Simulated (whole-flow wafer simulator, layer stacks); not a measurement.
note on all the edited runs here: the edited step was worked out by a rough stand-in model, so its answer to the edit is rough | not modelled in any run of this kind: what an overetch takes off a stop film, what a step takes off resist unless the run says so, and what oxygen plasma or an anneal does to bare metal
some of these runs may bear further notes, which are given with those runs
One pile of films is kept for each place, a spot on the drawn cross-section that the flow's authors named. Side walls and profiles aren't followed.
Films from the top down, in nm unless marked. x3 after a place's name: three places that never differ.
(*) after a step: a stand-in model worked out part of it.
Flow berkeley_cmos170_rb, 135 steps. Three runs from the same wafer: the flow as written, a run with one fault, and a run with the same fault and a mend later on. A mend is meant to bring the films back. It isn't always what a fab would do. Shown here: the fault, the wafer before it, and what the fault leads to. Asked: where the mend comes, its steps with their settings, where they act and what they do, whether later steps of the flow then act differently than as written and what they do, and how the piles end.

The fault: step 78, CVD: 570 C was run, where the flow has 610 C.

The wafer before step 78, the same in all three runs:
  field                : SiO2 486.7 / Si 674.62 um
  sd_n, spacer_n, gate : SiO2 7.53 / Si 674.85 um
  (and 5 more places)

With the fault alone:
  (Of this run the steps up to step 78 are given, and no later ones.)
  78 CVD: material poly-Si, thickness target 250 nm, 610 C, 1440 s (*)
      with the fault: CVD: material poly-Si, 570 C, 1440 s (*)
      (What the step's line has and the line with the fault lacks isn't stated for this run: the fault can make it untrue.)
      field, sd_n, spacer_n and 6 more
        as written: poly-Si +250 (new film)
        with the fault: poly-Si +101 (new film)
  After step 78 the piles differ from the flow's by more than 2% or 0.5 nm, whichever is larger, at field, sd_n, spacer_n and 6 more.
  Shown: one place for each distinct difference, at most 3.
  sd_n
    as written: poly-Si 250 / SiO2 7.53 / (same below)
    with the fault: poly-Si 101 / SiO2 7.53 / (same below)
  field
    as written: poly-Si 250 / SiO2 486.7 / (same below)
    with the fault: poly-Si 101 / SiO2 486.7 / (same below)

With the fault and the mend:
  The mend comes after step 78.
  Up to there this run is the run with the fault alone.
  78a ETCH: chemistry tmah, depth target 116.2 nm
      field, sd_n, spacer_n and 6 more
        poly-Si -101 (all of it)
  78b CLEAN (*) (the flow's step 74 once more)
      changes no film at any place that is followed
  78c CVD: material poly-Si, thickness target 250 nm, 610 C, 1440 s (*) (the flow's step 78 once more)
      field, sd_n, spacer_n and 6 more
        poly-Si +250 (new film)
  No later step of the flow acts differently than as written at any place that is followed.
  At the end the piles are the same as the flow's at every place that both follow.
